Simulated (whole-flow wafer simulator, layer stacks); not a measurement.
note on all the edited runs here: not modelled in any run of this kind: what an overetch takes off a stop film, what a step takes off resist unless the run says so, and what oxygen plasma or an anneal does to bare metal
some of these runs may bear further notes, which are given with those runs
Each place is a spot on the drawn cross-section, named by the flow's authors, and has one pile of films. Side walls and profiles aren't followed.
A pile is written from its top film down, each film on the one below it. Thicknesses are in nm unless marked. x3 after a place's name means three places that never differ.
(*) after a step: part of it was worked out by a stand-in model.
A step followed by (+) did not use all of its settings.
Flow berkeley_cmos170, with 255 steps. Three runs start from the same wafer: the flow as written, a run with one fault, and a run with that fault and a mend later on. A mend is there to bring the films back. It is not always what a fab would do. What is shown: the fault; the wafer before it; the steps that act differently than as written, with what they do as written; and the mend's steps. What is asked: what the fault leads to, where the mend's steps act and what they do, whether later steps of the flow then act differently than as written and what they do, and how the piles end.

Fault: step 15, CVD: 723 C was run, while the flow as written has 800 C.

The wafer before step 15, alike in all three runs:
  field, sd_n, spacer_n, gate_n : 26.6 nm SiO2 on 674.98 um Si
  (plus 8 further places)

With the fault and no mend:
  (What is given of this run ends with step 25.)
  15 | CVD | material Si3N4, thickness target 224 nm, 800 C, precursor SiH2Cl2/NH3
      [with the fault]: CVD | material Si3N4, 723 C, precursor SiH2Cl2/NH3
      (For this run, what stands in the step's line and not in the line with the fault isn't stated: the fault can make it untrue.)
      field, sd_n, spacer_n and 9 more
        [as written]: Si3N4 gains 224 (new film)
        [with the fault]: Si3N4 gains 71.4 (new film)
  Steps further on in the flow that do not act as written:
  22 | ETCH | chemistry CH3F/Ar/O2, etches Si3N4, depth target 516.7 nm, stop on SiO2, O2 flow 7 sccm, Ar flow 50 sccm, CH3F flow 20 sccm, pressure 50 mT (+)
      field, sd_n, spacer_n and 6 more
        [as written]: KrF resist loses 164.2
        [with the fault]: KrF resist loses 62.5
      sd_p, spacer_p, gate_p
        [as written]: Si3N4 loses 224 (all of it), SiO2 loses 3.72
        [with the fault]: Si3N4 loses 71.4 (all of it), SiO2 loses 3.72
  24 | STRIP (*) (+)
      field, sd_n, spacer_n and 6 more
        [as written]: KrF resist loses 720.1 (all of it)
        [with the fault]: KrF resist loses 821.9 (all of it)
  After step 25, at field, sd_n, spacer_n and 6 more, the piles differ from the flow's by more than 2% or 0.5 nm, whichever is larger.
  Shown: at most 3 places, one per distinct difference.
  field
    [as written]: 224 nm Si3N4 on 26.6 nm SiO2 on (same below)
    [with the fault]: 71.4 nm Si3N4 on 26.6 nm SiO2 on (same below)

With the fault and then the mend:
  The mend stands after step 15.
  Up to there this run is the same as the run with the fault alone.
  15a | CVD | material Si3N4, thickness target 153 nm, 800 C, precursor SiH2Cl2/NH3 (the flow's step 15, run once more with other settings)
      field, sd_n, spacer_n and 9 more
        Si3N4 gains 153
  None of the later steps of the flow differs from how it acts as written, at any place that is followed, by more than 2% or 0.5 nm, whichever is larger.
  By the end, the piles equal the flow's at every place that both follow.
